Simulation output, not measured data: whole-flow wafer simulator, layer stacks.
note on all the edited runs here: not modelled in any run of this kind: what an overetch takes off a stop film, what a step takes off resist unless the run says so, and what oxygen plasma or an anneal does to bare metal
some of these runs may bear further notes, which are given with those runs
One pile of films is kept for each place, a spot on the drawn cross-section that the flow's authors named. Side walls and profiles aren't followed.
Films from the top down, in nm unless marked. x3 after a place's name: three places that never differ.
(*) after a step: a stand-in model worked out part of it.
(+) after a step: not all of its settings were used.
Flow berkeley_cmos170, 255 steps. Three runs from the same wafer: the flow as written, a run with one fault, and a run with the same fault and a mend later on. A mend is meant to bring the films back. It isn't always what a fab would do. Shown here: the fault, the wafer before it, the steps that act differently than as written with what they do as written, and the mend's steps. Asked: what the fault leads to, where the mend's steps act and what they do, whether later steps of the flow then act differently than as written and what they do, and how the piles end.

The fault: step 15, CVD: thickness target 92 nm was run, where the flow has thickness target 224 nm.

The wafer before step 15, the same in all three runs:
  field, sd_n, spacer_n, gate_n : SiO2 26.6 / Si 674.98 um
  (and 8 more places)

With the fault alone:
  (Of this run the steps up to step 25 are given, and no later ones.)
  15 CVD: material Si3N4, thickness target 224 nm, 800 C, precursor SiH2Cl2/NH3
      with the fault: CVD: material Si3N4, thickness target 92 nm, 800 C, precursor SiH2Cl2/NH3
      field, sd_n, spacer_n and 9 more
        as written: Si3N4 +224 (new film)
        with the fault: Si3N4 +92 (new film)
  Later steps of the flow that act differently than as written:
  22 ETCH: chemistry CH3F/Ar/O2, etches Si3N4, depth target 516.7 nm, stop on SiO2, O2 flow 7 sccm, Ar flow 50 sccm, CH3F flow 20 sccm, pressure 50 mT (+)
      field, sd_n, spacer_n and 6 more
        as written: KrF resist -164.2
        with the fault: KrF resist -76.2
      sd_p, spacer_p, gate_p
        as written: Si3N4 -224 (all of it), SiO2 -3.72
        with the fault: Si3N4 -92 (all of it), SiO2 -3.72
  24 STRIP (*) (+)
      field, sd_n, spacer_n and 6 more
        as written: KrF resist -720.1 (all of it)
        with the fault: KrF resist -808.1 (all of it)
  After step 25 the piles differ from the flow's by more than 2% or 0.5 nm, whichever is larger, at field, sd_n, spacer_n and 6 more.
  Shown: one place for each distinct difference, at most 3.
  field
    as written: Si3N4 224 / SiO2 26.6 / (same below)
    with the fault: Si3N4 92 / SiO2 26.6 / (same below)

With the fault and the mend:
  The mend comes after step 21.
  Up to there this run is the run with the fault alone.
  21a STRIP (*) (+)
      field, sd_n, spacer_n and 6 more
        KrF resist -884.4 (all of it)
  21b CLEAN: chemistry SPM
      changes no film at any place that is followed
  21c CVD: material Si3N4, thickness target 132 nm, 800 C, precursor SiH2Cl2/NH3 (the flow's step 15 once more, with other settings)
      field, sd_n, spacer_n and 9 more
        Si3N4 +132
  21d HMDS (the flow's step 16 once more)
      changes no film at any place that is followed
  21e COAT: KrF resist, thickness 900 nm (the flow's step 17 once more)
      field, sd_n, spacer_n and 9 more
        KrF resist +900 (new film)
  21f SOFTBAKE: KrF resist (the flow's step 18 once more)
      changes no film at any place that is followed
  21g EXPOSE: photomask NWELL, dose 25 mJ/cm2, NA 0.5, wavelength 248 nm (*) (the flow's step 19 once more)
      changes no film at any place that is followed
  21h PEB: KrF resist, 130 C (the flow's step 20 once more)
      field, sd_n, spacer_n and 9 more
        KrF resist -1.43
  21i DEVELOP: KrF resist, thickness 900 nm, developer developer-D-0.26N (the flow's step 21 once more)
      field, sd_n, spacer_n and 6 more
        KrF resist -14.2
      sd_p, spacer_p, gate_p
        KrF resist -898.6 (all of it)
  No later step of the flow acts differently than as written at any place that is followed.
  At the end the piles are the same as the flow's at every place that both follow.
